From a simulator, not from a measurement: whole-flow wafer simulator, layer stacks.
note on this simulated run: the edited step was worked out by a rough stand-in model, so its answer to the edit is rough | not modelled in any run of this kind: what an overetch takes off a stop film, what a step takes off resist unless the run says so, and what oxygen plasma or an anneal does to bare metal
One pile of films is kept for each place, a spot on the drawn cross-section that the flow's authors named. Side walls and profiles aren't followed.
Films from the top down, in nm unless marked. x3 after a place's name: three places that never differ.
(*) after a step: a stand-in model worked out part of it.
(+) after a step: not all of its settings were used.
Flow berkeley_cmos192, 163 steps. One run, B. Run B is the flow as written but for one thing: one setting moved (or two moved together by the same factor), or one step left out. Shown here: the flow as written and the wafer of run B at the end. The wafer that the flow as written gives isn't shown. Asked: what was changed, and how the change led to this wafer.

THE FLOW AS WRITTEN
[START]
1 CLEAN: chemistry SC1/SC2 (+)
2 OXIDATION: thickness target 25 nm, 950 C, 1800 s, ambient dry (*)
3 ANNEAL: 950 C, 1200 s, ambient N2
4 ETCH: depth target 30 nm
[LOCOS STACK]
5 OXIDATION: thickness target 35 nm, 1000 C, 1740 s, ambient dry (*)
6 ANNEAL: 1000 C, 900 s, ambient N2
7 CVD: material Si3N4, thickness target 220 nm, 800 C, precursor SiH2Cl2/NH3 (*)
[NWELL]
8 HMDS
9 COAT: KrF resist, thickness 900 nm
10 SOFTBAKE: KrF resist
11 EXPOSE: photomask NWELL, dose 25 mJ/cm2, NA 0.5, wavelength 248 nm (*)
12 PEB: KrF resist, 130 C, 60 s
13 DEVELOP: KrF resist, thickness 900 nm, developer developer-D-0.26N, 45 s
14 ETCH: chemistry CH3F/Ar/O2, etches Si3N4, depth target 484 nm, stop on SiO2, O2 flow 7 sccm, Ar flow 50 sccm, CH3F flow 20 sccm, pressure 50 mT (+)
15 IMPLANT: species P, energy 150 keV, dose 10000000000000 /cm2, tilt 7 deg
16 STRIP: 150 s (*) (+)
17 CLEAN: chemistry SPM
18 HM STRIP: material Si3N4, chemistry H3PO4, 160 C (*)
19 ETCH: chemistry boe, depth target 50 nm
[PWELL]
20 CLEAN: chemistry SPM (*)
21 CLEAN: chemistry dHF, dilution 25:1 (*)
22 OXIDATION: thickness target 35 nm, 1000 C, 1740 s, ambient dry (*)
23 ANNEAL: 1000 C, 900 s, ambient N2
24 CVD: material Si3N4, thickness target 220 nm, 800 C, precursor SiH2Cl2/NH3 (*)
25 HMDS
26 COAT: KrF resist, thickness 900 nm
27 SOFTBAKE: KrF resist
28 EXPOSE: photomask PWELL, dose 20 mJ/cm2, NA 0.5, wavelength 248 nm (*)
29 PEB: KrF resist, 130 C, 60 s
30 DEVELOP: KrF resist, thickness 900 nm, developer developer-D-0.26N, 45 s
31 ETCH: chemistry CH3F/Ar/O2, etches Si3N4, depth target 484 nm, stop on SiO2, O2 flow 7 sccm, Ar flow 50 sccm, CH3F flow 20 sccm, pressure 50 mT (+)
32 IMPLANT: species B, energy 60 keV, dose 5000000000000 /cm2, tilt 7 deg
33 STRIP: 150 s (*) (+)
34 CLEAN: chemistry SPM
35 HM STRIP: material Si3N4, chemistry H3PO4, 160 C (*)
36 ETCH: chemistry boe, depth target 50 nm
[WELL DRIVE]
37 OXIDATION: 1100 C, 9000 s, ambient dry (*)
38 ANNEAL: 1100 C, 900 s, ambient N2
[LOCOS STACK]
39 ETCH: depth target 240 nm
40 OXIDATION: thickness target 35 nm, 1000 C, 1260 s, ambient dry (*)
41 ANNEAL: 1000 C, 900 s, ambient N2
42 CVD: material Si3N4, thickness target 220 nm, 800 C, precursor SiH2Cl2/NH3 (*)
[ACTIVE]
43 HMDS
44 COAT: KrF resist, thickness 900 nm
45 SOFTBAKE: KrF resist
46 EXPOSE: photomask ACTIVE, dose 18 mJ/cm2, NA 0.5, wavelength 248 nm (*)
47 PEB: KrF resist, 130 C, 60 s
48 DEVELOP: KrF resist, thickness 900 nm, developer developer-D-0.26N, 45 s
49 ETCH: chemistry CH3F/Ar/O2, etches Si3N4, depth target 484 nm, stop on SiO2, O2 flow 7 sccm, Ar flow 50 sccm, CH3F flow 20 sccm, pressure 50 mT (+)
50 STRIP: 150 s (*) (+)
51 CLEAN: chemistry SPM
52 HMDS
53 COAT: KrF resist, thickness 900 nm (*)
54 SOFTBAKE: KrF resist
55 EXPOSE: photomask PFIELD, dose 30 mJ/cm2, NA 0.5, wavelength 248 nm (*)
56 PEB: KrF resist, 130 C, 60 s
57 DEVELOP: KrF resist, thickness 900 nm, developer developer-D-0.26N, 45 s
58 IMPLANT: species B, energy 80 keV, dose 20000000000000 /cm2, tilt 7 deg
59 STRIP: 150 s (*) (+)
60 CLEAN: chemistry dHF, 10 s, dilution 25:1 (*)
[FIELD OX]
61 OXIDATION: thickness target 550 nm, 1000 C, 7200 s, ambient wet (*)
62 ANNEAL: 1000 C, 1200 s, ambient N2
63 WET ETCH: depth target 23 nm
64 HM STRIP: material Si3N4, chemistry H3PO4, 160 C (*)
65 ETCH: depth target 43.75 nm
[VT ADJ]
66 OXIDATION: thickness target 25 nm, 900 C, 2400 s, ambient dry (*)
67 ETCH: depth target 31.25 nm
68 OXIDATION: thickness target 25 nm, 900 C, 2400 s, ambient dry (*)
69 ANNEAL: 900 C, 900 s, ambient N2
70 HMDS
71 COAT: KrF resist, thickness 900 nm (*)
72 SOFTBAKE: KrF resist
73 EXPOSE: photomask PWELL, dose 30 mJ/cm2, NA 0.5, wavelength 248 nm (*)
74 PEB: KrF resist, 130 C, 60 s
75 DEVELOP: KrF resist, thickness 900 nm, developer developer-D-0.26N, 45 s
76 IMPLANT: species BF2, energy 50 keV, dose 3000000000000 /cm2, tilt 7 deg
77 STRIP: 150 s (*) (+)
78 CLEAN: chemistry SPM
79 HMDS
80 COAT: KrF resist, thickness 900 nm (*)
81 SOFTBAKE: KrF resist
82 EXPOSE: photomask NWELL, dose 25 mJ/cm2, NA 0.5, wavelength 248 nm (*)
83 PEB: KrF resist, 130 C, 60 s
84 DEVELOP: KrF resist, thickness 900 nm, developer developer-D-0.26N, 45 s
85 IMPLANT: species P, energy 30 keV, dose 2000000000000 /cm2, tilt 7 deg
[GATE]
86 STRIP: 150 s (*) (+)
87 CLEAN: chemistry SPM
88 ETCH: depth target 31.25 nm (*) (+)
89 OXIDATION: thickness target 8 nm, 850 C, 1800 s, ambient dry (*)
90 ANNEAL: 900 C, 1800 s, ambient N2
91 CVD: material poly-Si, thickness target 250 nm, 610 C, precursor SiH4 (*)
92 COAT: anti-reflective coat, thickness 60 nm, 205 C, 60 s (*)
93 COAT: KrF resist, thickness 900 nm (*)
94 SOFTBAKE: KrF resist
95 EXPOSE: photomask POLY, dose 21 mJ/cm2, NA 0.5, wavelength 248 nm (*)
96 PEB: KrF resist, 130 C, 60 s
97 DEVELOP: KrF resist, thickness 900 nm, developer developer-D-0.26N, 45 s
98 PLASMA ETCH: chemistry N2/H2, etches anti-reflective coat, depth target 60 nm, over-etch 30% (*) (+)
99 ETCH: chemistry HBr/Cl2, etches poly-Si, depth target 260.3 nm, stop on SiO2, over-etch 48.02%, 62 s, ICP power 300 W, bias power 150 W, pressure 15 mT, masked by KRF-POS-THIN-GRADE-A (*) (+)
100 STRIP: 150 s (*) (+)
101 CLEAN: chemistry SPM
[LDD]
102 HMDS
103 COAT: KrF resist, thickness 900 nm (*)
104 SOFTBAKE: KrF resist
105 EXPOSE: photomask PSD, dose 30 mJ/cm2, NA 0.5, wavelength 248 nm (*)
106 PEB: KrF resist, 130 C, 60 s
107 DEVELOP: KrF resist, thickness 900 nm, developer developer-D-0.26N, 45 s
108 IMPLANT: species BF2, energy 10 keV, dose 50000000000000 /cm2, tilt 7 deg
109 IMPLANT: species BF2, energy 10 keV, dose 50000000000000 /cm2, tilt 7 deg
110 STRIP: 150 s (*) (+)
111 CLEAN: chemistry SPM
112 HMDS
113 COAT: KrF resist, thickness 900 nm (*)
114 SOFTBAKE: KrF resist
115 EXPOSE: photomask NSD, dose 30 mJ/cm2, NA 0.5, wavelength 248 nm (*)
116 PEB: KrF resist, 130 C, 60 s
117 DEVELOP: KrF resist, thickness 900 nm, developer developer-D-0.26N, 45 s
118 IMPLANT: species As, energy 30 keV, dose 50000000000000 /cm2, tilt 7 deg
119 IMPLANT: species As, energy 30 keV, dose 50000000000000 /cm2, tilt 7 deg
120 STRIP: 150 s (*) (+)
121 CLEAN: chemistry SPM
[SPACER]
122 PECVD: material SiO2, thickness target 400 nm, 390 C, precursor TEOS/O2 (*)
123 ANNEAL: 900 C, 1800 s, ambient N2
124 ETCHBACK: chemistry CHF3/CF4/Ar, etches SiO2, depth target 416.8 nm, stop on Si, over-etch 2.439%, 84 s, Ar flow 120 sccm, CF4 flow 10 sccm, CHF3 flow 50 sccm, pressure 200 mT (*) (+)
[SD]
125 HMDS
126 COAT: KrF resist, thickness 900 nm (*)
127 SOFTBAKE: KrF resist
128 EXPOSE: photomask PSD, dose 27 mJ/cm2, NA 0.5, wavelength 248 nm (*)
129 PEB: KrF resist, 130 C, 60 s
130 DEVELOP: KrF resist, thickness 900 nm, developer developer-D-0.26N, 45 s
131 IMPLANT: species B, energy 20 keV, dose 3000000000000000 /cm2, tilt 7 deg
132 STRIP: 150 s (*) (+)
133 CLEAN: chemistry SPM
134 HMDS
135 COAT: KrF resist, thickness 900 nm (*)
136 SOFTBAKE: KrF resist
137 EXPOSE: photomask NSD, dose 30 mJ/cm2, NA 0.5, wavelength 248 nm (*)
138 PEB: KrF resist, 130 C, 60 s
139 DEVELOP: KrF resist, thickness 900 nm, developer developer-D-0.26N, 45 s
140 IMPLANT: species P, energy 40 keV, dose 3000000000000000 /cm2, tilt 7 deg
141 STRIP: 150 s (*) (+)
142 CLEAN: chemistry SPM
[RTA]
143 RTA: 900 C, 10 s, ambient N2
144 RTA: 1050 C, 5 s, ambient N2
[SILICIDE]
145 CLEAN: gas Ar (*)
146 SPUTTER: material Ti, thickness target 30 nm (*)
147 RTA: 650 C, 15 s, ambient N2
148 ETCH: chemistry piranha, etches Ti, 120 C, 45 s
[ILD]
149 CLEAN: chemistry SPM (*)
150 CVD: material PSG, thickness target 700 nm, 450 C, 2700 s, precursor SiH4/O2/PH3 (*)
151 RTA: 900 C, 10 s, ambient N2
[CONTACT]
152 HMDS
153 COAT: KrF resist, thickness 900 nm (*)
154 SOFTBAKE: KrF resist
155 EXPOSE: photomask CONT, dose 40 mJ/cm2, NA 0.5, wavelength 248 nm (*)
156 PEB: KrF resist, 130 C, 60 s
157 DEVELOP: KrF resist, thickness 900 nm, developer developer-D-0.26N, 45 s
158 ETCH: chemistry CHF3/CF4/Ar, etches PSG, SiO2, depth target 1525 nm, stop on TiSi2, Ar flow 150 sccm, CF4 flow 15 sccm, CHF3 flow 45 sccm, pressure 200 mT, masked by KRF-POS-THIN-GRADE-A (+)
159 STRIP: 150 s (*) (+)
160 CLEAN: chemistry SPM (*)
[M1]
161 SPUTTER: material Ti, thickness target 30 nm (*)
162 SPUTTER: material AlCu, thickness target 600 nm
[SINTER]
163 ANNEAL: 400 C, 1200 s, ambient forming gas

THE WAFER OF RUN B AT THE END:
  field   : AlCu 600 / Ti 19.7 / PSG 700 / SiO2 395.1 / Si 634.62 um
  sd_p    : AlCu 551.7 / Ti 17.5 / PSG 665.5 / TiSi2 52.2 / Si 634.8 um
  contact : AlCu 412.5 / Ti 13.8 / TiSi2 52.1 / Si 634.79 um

The cause: step 161, SPUTTER: thickness target 19.68 nm was run, where the flow has thickness target 30 nm.
It can be read off the wafer: field has Ti 19.7, and step 161 as written asks for 30 nm.

How the change led to this, step by step:
  161 SPUTTER: material Ti, thickness target 30 nm (*)
      field, sd_n, spacer_n, gate, spacer_p, gate_p, m1: Ti +19.7 (new film) (as written it would be: Ti +30 (new film))
      sd_p: Ti +17.5 (new film) (as written it would be: Ti +26.6 (new film))
      (and at 1 more place)
